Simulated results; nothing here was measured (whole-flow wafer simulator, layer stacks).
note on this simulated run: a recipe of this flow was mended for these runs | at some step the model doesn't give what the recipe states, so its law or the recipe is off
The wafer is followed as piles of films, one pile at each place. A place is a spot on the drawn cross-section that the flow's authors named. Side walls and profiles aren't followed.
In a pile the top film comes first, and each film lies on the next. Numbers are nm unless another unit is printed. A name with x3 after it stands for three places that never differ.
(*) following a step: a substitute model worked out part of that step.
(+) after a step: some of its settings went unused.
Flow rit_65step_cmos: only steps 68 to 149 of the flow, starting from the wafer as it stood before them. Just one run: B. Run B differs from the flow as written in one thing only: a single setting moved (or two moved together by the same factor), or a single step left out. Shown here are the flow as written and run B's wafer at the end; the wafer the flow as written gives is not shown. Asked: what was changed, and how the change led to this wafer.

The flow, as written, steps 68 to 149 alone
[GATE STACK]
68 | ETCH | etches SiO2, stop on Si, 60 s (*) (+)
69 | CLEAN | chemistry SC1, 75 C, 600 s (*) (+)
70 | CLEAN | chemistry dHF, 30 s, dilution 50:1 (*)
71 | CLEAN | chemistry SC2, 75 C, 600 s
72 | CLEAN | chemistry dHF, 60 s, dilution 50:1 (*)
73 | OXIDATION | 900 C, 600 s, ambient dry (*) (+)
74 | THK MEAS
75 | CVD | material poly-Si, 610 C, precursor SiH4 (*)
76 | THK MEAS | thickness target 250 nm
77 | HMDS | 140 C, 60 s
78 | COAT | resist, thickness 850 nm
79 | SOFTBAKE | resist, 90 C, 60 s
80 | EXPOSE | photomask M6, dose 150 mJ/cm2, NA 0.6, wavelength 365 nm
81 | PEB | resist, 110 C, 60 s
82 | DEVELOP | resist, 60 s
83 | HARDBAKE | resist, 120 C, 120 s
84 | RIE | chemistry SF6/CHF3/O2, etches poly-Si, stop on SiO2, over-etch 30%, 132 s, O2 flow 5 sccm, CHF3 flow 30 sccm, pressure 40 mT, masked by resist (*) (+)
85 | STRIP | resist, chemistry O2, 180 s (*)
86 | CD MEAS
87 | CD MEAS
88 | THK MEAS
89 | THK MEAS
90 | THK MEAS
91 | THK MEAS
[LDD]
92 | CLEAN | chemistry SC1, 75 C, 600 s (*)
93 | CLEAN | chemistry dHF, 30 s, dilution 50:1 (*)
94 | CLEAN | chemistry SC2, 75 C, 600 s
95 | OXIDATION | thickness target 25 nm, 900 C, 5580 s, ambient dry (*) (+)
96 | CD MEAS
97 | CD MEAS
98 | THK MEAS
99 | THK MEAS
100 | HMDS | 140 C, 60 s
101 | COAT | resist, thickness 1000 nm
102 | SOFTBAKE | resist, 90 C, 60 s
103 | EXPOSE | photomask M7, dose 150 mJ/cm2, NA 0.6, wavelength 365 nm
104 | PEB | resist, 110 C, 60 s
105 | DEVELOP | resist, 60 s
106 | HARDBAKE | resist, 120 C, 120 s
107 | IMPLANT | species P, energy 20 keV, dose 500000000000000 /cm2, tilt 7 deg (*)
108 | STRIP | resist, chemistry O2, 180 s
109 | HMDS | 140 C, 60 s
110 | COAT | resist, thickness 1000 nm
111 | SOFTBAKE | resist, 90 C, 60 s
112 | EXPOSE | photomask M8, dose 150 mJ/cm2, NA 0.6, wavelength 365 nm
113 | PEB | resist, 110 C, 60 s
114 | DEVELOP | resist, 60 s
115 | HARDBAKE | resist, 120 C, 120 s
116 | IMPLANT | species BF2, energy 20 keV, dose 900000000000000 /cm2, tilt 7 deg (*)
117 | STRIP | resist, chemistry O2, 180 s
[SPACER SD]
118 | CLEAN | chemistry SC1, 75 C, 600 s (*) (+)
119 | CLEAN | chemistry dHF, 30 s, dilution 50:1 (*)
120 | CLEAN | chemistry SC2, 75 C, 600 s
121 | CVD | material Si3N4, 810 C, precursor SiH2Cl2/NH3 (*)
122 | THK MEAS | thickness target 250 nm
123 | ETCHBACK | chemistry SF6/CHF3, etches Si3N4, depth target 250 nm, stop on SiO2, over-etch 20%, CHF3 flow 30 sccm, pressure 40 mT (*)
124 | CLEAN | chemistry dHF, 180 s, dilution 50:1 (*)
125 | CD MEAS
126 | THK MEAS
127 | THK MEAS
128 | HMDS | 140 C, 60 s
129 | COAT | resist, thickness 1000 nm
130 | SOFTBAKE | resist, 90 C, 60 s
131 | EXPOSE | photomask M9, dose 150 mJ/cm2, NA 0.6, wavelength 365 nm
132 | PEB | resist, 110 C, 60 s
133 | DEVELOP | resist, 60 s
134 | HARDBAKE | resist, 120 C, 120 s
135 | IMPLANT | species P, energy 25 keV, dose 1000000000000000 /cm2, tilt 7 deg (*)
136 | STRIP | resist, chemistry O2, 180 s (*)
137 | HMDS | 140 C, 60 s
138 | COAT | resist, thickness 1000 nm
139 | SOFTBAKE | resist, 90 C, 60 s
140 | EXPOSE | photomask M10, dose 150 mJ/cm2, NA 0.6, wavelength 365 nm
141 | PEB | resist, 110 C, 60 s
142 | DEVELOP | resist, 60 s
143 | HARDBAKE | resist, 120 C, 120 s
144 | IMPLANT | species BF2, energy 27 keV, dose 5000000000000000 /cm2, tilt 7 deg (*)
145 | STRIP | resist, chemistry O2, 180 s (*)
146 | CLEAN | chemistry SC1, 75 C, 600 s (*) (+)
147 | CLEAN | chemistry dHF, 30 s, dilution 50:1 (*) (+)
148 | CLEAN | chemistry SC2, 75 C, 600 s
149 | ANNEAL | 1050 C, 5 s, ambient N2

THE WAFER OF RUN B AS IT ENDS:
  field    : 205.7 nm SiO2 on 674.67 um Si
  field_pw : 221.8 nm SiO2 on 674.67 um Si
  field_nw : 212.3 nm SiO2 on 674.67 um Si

The reason: step 72, CLEAN: 96 s was run, while the flow as written has 60 s.

The path from the change to this, step by step:
  72 | CLEAN | chemistry dHF, 60 s, dilution 50:1 (*)
      field, field_pw: SiO2 loses 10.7 (as written it would have been: SiO2 loses 6.66)
      field_nw, field_p: SiO2 loses 17.9 (as written it would have been: SiO2 loses 11.3)
